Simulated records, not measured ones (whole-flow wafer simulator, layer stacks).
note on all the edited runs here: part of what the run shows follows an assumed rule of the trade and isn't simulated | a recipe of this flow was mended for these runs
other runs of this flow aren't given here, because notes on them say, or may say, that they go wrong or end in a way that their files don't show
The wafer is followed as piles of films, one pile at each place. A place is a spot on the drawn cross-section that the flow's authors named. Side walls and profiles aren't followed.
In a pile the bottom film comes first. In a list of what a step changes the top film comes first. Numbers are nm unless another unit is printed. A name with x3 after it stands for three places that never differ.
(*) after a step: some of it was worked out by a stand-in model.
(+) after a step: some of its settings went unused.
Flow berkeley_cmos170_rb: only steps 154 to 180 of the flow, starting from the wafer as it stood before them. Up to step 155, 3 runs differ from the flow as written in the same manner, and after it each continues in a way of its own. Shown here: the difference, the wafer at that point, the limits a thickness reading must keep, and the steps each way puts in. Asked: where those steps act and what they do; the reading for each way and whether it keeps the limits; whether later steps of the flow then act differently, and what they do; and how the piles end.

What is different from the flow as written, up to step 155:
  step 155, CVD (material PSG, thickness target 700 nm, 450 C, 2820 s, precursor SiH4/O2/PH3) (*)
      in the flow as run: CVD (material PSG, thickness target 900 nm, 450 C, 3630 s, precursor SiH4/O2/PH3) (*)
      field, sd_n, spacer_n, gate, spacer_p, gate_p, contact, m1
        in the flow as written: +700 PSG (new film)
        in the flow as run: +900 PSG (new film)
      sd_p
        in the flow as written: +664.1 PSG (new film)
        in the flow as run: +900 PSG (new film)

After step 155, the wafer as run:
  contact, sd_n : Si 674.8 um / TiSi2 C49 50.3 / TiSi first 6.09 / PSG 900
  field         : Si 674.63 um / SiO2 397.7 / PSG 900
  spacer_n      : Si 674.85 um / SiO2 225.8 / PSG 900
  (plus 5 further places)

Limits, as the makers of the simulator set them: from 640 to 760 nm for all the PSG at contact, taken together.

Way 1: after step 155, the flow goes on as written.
  The reading taken after step 155 is 900 nm, which is outside the limits.
  Steps later in the flow that act otherwise than as written (not shown: 3 more steps that differ only slightly, by at most 2% or 0.5 nm, whichever is larger):
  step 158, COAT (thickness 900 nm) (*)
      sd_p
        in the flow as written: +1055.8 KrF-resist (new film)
        going this way: +1030.9 KrF-resist (new film)
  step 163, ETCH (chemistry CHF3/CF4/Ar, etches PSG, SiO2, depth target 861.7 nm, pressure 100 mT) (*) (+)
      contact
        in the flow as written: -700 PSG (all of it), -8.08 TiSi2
        going this way: -861.7 PSG
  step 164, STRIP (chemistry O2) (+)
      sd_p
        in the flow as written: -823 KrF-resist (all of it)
        going this way: -798.2 KrF-resist (all of it)
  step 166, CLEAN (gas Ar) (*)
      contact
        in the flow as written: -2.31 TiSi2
        going this way: -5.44 PSG
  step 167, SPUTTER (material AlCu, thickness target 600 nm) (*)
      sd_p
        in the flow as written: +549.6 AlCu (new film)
        going this way: +565.6 AlCu (new film)
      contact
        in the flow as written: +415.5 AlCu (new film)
        going this way: +378.7 AlCu (new film)
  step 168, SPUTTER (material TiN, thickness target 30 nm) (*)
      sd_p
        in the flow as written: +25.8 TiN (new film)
        going this way: +26.7 TiN (new film)
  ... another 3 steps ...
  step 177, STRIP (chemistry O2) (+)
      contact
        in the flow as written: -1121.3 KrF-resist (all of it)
        going this way: -1247.7 KrF-resist (all of it)
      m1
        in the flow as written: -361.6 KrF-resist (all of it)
        going this way: -327.9 KrF-resist (all of it)
  The piles end different from the flow's at field, sd_n, spacer_n and 6 more by more than 2% or 0.5 nm, whichever is larger.
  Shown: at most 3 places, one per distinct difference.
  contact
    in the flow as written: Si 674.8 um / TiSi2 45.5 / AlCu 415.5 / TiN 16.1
    going this way: Si 674.8 um / TiSi2 55.9 / PSG 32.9 / AlCu 378.7 / TiN 15.7
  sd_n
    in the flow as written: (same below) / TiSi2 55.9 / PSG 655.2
    going this way: (same below) / TiSi2 55.9 / PSG 855.2
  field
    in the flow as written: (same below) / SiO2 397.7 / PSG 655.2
    going this way: (same below) / SiO2 397.7 / PSG 855.2

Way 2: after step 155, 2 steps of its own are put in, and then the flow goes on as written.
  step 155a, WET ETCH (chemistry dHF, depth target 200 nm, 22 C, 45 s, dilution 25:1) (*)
      field, sd_n, spacer_n and 6 more
        -200 PSG
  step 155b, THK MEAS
      does not change any film at any place that is followed
  The reading taken after step 155b is 700 nm, which is within the limits.
  Steps later in the flow that act otherwise than as written (not shown: 4 more steps that differ only slightly, by at most 2% or 0.5 nm, whichever is larger):
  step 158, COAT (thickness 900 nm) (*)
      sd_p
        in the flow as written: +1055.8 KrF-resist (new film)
        going this way: +1027.9 KrF-resist (new film)
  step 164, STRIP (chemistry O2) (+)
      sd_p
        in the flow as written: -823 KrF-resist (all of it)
        going this way: -795.2 KrF-resist (all of it)
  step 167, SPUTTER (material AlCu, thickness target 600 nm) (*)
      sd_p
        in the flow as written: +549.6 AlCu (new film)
        going this way: +580.6 AlCu (new film)
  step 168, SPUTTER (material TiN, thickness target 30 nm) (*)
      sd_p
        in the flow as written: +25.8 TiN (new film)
        going this way: +26.9 TiN (new film)
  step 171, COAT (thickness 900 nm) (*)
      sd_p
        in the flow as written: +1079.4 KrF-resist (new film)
        going this way: +1026.4 KrF-resist (new film)
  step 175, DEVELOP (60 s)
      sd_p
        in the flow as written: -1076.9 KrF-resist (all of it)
        going this way: -1024 KrF-resist (all of it)
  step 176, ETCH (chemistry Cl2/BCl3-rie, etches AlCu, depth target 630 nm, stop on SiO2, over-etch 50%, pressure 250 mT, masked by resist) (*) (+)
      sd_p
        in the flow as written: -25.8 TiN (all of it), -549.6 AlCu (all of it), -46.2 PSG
        going this way: -26.9 TiN (all of it), -580.6 AlCu (all of it), -42.2 PSG
  The piles end different from the flow's at sd_p by more than 2% or 0.5 nm, whichever is larger.
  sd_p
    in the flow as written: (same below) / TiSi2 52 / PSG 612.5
    going this way: (same below) / TiSi2 52 / PSG 652.4

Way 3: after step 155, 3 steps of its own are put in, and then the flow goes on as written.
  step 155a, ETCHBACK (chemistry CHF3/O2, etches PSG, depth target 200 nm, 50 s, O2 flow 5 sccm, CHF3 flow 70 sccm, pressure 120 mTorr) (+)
      field, sd_n, spacer_n and 6 more
        -200 PSG
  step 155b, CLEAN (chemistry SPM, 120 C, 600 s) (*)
      does not change any film at any place that is followed
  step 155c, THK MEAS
      does not change any film at any place that is followed
  The reading taken after step 155c is 700 nm, which is within the limits.
  Steps later in the flow that act otherwise than as written (not shown: 4 more steps that differ only slightly, by at most 2% or 0.5 nm, whichever is larger):
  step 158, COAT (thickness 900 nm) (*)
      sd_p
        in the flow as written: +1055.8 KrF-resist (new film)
        going this way: +1030.9 KrF-resist (new film)
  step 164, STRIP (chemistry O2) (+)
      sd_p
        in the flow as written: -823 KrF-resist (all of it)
        going this way: -798.2 KrF-resist (all of it)
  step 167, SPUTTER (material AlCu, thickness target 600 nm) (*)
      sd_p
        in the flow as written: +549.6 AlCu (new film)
        going this way: +565.6 AlCu (new film)
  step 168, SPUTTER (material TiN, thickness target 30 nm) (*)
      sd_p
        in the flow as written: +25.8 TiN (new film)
        going this way: +26.7 TiN (new film)
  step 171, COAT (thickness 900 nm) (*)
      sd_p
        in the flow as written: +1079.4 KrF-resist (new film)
        going this way: +1037.6 KrF-resist (new film)
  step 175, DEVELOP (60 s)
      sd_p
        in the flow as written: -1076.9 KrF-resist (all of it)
        going this way: -1035.3 KrF-resist (all of it)
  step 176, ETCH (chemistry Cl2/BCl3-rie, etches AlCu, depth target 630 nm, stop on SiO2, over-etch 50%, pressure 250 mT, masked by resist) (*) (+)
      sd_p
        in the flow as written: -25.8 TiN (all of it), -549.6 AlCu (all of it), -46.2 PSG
        going this way: -26.7 TiN (all of it), -565.6 AlCu (all of it), -44.1 PSG
  The piles end different from the flow's at sd_p by more than 2% or 0.5 nm, whichever is larger.
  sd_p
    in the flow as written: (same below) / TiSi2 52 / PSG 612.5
    going this way: (same below) / TiSi2 52 / PSG 650.5

Inside the limits: way 2, way 3. Outside the limits: way 1.
